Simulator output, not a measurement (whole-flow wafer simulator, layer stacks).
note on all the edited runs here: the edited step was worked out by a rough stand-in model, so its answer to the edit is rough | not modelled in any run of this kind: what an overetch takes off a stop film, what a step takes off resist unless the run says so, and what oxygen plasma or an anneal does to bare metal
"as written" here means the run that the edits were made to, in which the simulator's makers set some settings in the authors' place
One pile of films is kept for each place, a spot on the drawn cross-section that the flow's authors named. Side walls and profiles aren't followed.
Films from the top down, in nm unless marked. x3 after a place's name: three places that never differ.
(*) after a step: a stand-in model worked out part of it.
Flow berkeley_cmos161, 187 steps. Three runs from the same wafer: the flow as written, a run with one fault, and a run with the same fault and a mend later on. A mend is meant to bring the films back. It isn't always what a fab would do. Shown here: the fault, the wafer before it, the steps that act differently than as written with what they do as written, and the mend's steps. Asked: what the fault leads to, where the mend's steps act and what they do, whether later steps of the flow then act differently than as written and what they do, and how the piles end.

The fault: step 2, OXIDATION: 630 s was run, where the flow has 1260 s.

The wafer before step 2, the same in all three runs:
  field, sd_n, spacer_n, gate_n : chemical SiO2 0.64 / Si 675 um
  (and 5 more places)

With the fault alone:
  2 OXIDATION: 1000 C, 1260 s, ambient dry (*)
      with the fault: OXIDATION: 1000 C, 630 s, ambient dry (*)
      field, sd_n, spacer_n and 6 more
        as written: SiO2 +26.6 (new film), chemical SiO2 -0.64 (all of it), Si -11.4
        with the fault: SiO2 +18.5 (new film), chemical SiO2 -0.64 (all of it), Si -7.85
  Later steps of the flow that act differently than as written:
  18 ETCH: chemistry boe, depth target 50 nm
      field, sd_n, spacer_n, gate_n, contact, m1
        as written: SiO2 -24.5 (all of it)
        with the fault: SiO2 -16.3 (all of it)
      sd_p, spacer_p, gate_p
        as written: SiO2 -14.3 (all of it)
        with the fault: SiO2 -6.15 (all of it)
  At the end the piles differ from the flow's only slightly at the places that both follow, by at most 2% or 0.5 nm, whichever is larger.

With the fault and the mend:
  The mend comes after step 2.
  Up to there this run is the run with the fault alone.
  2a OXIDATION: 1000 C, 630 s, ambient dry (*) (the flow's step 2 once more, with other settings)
      field, sd_n, spacer_n and 6 more
        SiO2 +8.15, Si -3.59
  No later step of the flow acts differently than as written at any place that is followed.
  At the end the piles are the same as the flow's at every place that both follow.
